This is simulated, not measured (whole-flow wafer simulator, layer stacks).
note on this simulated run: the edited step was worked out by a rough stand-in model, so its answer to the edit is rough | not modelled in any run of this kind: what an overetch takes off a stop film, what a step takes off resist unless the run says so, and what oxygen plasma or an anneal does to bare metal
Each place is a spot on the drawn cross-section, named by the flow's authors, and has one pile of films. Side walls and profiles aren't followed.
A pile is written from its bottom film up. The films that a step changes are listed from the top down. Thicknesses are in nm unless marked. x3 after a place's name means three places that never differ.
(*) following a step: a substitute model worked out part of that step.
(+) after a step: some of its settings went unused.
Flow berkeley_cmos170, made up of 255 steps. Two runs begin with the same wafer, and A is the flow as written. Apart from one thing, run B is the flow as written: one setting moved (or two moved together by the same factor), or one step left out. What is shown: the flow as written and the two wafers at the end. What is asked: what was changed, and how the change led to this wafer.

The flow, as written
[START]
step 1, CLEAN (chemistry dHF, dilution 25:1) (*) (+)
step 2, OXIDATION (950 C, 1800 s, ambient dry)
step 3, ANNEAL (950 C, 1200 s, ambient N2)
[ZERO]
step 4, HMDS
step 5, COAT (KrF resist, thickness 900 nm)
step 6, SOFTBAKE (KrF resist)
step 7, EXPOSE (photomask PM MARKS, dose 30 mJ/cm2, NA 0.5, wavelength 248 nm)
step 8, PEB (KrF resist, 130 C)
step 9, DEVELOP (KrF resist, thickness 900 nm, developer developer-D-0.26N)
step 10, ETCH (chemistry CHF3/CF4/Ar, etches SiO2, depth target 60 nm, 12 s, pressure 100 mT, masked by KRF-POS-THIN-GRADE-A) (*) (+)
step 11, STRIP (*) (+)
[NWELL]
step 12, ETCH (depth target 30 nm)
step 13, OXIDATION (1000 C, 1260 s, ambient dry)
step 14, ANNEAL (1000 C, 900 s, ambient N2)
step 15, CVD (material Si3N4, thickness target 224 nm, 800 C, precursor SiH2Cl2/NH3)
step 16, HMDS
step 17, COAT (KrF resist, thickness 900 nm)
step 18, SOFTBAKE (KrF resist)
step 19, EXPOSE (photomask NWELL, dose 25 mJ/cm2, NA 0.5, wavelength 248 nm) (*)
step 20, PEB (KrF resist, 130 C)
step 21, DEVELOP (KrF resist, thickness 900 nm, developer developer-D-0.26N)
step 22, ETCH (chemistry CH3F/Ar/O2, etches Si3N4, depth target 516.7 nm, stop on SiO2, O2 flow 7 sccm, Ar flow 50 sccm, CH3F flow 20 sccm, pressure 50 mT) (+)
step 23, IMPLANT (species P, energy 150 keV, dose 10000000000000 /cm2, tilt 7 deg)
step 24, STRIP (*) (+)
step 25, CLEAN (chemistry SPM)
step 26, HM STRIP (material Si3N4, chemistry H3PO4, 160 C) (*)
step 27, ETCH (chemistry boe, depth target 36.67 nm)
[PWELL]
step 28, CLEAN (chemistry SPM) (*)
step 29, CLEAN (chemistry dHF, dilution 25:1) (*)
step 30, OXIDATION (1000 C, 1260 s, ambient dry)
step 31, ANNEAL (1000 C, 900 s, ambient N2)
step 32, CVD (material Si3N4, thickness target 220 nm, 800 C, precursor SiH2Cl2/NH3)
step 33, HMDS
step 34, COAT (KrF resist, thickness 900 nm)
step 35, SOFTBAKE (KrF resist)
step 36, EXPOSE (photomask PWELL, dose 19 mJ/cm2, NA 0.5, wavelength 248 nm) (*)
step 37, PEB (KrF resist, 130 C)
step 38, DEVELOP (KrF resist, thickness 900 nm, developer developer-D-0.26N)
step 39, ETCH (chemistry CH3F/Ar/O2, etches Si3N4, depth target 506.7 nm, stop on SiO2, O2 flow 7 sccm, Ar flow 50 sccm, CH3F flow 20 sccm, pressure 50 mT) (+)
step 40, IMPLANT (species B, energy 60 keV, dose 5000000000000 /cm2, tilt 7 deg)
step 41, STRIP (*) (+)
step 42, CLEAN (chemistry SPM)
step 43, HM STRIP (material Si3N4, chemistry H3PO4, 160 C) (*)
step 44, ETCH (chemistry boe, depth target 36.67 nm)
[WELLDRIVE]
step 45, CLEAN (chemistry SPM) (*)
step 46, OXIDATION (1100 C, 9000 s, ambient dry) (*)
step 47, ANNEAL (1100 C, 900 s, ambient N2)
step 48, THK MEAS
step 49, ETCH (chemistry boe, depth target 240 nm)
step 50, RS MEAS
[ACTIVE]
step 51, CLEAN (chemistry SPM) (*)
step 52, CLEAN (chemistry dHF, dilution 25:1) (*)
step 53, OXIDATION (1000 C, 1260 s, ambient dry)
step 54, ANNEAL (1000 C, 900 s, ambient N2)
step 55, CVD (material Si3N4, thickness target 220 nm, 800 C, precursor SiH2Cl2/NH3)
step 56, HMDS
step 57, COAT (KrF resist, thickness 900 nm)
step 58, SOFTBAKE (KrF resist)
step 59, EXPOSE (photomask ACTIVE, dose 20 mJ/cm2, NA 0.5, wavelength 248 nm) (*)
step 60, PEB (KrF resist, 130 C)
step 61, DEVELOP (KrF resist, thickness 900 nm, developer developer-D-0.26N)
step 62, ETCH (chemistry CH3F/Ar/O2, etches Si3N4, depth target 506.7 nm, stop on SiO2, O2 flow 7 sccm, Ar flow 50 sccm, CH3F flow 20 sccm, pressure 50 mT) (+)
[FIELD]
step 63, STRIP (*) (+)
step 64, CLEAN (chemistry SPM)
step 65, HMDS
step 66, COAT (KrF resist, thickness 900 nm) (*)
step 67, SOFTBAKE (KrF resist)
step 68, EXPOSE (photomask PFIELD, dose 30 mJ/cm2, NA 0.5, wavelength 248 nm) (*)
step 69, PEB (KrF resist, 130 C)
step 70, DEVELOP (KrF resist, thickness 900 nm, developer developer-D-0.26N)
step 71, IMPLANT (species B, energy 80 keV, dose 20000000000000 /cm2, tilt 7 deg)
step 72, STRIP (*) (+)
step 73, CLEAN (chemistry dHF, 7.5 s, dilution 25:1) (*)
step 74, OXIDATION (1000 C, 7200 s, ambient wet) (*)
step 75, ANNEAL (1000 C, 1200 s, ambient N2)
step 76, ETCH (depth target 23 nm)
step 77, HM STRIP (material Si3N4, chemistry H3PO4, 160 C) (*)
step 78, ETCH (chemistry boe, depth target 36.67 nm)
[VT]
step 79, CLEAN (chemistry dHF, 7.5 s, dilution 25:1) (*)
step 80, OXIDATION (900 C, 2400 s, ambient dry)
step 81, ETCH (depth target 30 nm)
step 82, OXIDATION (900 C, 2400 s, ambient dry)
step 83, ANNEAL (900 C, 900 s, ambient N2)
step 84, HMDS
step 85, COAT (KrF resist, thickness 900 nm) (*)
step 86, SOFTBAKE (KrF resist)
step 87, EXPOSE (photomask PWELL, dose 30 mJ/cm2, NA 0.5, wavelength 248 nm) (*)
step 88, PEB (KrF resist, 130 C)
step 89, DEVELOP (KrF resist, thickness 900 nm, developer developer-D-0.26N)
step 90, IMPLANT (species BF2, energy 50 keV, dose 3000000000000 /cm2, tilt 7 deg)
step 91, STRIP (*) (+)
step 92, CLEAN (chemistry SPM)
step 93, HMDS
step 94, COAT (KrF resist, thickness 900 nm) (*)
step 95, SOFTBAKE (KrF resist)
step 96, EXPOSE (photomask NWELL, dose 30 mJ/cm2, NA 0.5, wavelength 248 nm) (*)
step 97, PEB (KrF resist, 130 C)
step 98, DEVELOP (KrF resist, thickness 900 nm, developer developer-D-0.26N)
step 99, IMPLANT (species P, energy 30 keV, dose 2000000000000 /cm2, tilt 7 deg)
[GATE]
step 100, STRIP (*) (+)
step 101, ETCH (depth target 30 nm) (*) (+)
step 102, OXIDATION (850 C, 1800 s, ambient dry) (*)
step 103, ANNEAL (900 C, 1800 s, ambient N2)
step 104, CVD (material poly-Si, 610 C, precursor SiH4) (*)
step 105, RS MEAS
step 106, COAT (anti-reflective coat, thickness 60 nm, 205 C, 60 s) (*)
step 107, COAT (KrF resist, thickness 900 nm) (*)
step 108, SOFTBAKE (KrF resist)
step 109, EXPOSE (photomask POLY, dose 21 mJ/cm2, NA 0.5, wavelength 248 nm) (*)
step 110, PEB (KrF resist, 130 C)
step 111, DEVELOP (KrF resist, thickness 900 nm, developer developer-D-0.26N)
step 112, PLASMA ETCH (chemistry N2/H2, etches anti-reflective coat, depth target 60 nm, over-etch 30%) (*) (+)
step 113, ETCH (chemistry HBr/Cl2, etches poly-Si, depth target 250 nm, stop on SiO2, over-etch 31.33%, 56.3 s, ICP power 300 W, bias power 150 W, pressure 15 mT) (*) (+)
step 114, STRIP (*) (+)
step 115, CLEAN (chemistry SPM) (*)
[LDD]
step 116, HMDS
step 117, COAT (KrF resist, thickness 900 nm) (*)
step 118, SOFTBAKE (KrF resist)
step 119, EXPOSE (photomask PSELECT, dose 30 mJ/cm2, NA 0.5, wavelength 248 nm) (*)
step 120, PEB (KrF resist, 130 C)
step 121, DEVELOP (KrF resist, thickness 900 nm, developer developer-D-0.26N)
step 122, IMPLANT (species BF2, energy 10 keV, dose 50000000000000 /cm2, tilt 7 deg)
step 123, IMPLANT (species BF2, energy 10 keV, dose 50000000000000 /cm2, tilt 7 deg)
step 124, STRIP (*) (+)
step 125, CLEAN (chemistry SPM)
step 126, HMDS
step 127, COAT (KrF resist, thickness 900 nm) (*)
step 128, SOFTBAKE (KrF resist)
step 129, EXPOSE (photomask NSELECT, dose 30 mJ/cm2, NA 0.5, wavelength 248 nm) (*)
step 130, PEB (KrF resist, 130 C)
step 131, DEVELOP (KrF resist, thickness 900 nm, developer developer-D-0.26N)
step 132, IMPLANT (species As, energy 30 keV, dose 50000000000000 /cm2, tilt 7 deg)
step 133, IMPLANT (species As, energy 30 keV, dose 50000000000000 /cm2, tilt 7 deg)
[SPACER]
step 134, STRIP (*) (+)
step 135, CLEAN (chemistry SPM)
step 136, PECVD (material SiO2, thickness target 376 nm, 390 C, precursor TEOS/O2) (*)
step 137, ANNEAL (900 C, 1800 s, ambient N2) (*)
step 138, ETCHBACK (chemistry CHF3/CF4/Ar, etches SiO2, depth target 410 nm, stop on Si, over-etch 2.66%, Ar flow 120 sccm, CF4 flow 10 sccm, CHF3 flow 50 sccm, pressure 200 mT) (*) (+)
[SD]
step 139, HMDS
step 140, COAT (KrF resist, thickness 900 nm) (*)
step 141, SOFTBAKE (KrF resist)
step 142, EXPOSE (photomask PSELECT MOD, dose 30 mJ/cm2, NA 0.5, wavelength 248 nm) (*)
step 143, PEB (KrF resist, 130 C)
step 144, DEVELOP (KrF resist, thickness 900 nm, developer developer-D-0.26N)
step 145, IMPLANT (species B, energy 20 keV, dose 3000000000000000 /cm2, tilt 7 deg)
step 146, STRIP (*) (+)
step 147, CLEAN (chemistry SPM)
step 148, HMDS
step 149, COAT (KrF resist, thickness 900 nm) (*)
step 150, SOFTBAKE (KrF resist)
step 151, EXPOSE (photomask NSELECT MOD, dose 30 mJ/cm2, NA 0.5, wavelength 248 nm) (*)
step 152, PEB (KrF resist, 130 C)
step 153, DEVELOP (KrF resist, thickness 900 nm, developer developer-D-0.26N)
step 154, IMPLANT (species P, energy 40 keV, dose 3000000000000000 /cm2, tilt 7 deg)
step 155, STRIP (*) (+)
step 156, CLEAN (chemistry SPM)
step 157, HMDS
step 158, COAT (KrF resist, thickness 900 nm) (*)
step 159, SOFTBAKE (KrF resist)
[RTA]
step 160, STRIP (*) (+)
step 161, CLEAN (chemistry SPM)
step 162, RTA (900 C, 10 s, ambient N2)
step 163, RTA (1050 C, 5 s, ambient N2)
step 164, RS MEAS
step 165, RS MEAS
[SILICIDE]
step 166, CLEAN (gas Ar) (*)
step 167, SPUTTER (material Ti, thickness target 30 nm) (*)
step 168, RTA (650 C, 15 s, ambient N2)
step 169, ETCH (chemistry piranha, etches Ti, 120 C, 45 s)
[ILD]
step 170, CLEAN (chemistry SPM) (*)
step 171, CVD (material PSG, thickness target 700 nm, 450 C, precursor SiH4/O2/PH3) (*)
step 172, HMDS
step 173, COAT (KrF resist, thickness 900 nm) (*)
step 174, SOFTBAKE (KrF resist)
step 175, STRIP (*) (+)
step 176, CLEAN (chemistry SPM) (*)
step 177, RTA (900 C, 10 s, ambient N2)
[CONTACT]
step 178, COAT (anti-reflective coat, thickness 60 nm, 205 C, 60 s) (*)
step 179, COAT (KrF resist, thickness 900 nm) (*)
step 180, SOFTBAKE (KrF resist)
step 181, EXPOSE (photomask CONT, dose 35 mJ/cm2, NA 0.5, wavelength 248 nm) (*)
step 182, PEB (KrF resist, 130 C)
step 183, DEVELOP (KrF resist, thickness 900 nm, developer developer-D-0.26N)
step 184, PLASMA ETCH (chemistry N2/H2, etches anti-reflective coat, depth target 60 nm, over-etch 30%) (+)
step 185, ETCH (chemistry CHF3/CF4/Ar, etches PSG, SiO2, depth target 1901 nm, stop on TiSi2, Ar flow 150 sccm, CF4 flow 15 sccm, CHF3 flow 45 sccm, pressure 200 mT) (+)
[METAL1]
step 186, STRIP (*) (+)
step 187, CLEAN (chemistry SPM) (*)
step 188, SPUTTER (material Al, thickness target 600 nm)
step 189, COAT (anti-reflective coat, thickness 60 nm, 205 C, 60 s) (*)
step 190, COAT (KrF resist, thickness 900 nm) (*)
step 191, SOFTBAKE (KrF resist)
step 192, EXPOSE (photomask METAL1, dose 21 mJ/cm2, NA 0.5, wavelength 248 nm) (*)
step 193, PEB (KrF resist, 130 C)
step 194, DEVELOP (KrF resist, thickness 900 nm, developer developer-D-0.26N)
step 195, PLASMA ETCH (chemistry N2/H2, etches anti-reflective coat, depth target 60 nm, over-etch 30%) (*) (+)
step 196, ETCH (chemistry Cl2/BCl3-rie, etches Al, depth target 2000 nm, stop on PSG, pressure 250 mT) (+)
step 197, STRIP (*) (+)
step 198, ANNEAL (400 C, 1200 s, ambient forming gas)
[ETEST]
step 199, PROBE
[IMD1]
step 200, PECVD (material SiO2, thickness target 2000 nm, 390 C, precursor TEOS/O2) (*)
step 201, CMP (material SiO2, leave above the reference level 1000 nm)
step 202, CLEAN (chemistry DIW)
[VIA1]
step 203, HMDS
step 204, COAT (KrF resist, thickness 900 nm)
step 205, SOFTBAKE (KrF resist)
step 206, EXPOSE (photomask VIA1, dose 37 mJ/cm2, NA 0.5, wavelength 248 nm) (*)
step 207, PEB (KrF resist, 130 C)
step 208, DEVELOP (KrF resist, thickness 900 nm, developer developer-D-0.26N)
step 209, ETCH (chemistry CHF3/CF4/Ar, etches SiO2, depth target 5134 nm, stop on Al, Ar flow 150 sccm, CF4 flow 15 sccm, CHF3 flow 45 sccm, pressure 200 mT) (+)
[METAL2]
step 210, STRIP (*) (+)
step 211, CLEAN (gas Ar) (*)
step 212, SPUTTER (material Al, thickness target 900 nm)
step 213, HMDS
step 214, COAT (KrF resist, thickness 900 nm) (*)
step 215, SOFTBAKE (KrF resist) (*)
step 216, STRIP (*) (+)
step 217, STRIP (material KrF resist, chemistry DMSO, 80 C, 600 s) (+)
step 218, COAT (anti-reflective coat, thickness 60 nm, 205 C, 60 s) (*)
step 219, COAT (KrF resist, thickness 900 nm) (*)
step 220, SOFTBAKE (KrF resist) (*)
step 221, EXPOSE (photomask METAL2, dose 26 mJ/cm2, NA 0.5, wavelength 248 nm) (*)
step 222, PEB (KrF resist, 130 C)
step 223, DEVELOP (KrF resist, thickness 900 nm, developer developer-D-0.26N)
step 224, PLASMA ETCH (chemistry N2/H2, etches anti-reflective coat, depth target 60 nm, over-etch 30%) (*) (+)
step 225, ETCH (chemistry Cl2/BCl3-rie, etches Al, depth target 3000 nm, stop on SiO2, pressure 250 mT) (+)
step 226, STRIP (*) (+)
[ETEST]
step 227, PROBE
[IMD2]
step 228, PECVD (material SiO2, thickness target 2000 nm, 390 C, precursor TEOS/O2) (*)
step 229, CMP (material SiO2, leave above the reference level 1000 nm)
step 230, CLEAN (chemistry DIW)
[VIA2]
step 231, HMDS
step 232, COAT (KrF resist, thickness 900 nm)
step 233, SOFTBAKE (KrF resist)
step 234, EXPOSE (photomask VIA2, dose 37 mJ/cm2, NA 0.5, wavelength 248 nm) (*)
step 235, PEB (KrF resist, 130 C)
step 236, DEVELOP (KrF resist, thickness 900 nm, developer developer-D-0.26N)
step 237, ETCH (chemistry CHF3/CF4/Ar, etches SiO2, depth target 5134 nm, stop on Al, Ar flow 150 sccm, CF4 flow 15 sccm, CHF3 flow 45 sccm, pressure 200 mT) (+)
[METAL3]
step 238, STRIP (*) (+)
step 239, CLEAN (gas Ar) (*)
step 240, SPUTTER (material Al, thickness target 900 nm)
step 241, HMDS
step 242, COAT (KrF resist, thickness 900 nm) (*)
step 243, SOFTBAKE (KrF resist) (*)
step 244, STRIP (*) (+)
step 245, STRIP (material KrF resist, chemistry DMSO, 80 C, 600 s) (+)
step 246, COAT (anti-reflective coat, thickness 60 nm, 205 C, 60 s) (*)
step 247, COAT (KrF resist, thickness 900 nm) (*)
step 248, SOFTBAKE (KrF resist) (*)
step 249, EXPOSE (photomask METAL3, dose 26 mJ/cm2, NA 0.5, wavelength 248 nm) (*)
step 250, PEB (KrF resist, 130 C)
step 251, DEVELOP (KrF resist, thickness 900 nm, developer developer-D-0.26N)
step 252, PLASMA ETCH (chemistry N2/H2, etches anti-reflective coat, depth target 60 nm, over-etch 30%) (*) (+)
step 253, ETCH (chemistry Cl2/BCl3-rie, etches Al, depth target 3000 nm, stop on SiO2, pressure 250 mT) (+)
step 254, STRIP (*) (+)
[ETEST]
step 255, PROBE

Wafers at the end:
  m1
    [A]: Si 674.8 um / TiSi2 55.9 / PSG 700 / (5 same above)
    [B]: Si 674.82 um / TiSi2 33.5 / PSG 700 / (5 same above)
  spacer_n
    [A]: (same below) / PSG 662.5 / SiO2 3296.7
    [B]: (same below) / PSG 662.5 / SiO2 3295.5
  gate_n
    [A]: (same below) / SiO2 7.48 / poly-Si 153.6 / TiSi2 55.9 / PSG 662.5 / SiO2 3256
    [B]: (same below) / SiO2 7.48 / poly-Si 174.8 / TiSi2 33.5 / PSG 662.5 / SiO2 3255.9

Cause: step 167, SPUTTER: thickness target 18 nm was run, whereas the flow has thickness target 30 nm.

Step by step, how the change led to this:
  step 167, SPUTTER (material Ti, thickness target 30 nm) (*)
      field, sd_n, spacer_n and 9 more: A +30 Ti (new film) | B +18 Ti (new film)
  step 168, RTA (650 C, 15 s, ambient N2)
      sd_n, sd_p, contact, m1, via1, m2, via2: A -23.4 Ti, +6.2 TiSi first (new film), +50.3 TiSi2 C49 (new film), -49 Si | B -14 Ti, +35.7 TiSi2 C49 (new film), -31.9 Si
      gate_n, gate_p: A -23.4 Ti, +6.2 TiSi first (new film), +50.3 TiSi2 C49 (new film), -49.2 poly-Si | B -14 Ti, +35.7 TiSi2 C49 (new film), -32 poly-Si
  step 169, ETCH (chemistry piranha, etches Ti, 120 C, 45 s)
      sd_n, gate_n, sd_p and 6 more: A -6.6 Ti (all of it), -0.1 TiSi first | B -3.96 Ti (all of it), -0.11 TiSi2 C49
      field, spacer_n, spacer_p: A -30 Ti (all of it) | B -18 Ti (all of it)
  step 177, RTA (900 C, 10 s, ambient N2)
      sd_n, sd_p, contact, m1, via1, m2, via2: A under 1 film: +55.9 TiSi2 (new film), -6.09 TiSi first (all of it), -50.3 TiSi2 C49 (all of it), -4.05 Si | B under 1 film: +33.5 TiSi2 (new film), -35.6 TiSi2 C49 (all of it)
      gate_n, gate_p: A under 1 film: +55.9 TiSi2 (new film), -6.09 TiSi first (all of it), -50.3 TiSi2 C49 (all of it), -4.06 poly-Si | B under 1 film: +33.5 TiSi2 (new film), -35.6 TiSi2 C49 (all of it)
